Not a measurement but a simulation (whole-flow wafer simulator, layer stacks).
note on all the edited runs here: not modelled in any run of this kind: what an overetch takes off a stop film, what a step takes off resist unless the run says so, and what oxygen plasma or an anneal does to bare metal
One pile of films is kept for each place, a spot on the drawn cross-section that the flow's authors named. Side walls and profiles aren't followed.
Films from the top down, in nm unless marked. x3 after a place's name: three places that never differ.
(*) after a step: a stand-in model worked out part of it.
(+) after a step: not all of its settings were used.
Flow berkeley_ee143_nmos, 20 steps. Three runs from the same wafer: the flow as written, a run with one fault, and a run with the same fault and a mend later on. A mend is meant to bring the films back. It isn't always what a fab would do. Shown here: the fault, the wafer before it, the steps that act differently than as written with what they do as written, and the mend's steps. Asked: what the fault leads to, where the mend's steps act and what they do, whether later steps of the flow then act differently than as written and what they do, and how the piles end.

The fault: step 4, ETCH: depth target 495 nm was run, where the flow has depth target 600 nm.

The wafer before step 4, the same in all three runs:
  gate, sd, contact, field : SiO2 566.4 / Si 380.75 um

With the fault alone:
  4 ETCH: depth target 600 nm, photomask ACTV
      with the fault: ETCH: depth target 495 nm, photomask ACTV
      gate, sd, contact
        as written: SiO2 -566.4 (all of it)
        with the fault: SiO2 -495
  Later steps of the flow that act differently than as written:
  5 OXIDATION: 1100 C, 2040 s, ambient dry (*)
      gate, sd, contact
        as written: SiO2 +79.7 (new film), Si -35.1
        with the fault: SiO2 +44, Si -19.3
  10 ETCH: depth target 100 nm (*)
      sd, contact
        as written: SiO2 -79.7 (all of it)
        with the fault: SiO2 -100
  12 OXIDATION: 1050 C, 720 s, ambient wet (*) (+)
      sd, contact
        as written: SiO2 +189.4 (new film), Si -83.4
        with the fault: SiO2 +180.2, Si -79.3
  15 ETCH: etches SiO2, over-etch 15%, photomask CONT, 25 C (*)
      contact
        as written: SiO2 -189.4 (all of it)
        with the fault: SiO2 -195.6 (all of it)
  At the end the piles differ from the flow's by more than 2% or 0.5 nm, whichever is larger, at gate, sd.
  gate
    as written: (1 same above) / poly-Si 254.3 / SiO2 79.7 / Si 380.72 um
    with the fault: (1 same above) / poly-Si 254.3 / SiO2 115.3 / Si 380.73 um
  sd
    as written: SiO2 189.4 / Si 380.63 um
    with the fault: SiO2 195.6 / Si 380.65 um

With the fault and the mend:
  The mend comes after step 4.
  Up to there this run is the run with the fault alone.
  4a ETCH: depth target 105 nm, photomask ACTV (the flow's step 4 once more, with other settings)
      gate, sd, contact
        SiO2 -71.4 (all of it)
  No later step of the flow acts differently than as written at any place that is followed.
  At the end the piles are the same as the flow's at every place that both follow.
